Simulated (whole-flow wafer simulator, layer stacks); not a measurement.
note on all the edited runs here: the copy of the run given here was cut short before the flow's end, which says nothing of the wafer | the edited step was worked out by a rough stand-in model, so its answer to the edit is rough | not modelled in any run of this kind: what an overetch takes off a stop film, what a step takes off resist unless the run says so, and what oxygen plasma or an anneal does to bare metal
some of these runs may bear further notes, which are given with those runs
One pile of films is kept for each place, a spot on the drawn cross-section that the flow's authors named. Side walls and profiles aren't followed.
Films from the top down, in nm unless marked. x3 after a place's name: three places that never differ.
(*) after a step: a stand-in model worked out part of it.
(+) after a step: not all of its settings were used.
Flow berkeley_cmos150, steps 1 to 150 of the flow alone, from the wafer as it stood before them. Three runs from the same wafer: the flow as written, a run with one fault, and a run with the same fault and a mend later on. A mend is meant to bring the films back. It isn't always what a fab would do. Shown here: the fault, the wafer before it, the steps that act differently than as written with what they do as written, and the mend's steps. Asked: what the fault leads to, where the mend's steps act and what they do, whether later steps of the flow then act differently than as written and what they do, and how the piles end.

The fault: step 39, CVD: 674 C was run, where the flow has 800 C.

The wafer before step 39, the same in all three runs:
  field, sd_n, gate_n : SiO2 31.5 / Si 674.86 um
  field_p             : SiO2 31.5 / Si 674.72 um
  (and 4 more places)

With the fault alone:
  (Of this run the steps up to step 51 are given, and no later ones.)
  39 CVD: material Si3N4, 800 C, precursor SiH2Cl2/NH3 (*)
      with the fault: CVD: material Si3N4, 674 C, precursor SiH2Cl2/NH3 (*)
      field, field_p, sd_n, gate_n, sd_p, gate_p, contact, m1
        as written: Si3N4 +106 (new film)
        with the fault: Si3N4 +12 (new film)
  Later steps of the flow that act differently than as written:
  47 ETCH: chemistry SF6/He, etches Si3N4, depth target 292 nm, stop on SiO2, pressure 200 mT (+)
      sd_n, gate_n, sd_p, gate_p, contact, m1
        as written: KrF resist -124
        with the fault: KrF resist -21.8
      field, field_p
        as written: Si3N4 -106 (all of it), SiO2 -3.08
        with the fault: Si3N4 -12 (all of it), SiO2 -3.08
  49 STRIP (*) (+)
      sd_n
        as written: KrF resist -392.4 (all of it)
        with the fault: KrF resist -494.6 (all of it)
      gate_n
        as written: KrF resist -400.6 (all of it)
        with the fault: KrF resist -502.8 (all of it)
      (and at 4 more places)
  After step 51 the piles differ from the flow's by more than 2% or 0.5 nm, whichever is larger, at sd_n, gate_n, sd_p, gate_p, contact, m1.
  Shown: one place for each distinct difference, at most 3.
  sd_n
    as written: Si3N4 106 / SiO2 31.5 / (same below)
    with the fault: Si3N4 12 / SiO2 31.5 / (same below)

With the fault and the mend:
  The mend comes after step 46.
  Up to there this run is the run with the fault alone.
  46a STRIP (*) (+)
      sd_n
        KrF resist -516.3 (all of it)
      gate_n
        KrF resist -524.6 (all of it)
      sd_p
        KrF resist -566.8 (all of it)
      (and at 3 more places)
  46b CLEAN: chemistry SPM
      changes no film at any place that is followed
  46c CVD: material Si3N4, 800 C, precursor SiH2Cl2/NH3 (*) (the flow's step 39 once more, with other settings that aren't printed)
      field, field_p, sd_n, gate_n, sd_p, gate_p, contact, m1
        Si3N4 +94
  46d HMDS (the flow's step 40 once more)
      changes no film at any place that is followed
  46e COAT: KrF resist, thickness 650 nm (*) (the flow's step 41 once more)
      field
        KrF resist +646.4 (new film)
      field_p
        KrF resist +715.2 (new film)
      sd_n
        KrF resist +633.7 (new film)
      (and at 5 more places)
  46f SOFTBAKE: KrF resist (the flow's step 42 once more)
      changes no film at any place that is followed
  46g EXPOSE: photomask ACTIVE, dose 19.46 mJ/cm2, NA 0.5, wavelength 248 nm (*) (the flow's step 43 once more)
      changes no film at any place that is followed
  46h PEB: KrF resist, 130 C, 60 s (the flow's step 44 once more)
      gate_n, contact, m1
        KrF resist -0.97
      field
        KrF resist -0.98
      field_p
        KrF resist -1.1
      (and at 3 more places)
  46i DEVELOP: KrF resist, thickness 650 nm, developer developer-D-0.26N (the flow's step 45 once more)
      sd_n, gate_n, sd_p, gate_p, contact, m1
        KrF resist -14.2
      field
        KrF resist -645.4 (all of it)
      field_p
        KrF resist -714.1 (all of it)
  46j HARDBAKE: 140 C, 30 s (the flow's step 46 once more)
      sd_n
        KrF resist -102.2
      gate_n
        KrF resist -103.8
      sd_p
        KrF resist -112.2
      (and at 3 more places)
  No later step of the flow acts differently than as written, at any place that is followed, by more than 2% or 0.5 nm, whichever is larger.
  At the end the piles are the same as the flow's at every place that both follow.
